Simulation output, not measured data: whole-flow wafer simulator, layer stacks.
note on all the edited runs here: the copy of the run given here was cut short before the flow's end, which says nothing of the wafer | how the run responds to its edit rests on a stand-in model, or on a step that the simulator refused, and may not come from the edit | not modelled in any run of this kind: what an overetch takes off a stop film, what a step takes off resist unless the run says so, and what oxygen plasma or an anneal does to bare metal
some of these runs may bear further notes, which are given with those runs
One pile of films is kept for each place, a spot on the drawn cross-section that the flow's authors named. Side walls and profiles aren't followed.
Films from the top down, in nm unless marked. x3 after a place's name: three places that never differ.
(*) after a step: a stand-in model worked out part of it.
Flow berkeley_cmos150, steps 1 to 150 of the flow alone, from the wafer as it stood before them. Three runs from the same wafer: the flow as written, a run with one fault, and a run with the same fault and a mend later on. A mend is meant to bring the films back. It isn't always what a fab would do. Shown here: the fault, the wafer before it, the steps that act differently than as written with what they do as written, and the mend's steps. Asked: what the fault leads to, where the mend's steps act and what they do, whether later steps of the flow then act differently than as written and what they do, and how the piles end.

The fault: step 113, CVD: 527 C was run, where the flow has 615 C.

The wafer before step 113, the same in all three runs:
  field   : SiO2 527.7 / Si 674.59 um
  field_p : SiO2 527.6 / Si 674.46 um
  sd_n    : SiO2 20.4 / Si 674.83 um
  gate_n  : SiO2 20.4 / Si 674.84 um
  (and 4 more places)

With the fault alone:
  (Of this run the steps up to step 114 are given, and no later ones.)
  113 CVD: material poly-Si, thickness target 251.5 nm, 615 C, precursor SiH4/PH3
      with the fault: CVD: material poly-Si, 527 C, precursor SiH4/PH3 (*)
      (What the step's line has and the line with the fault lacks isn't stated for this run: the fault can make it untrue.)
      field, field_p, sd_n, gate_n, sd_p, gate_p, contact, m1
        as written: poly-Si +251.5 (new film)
        with the fault: poly-Si +24.2 (new film)
  No later step of the flow up to step 114 acts differently than as written at any place that is followed.
  After step 114 the piles differ from the flow's by more than 2% or 0.5 nm, whichever is larger, at field, field_p, sd_n, gate_n, sd_p, gate_p, contact, m1.
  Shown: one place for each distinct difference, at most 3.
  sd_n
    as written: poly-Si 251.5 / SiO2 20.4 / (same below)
    with the fault: poly-Si 24.2 / SiO2 20.4 / (same below)
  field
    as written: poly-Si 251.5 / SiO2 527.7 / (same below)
    with the fault: poly-Si 24.2 / SiO2 527.7 / (same below)
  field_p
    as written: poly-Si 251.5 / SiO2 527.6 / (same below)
    with the fault: poly-Si 24.2 / SiO2 527.6 / (same below)

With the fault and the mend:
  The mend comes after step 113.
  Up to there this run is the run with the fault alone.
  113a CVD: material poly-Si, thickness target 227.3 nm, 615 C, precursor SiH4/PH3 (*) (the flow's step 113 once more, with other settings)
      field, field_p, sd_n, gate_n, sd_p, gate_p, contact, m1
        poly-Si +227.3
  No later step of the flow acts differently than as written, at any place that is followed, by more than 2% or 0.5 nm, whichever is larger.
  At the end the piles differ from the flow's only slightly at the places that both follow, by at most 2% or 0.5 nm, whichever is larger.
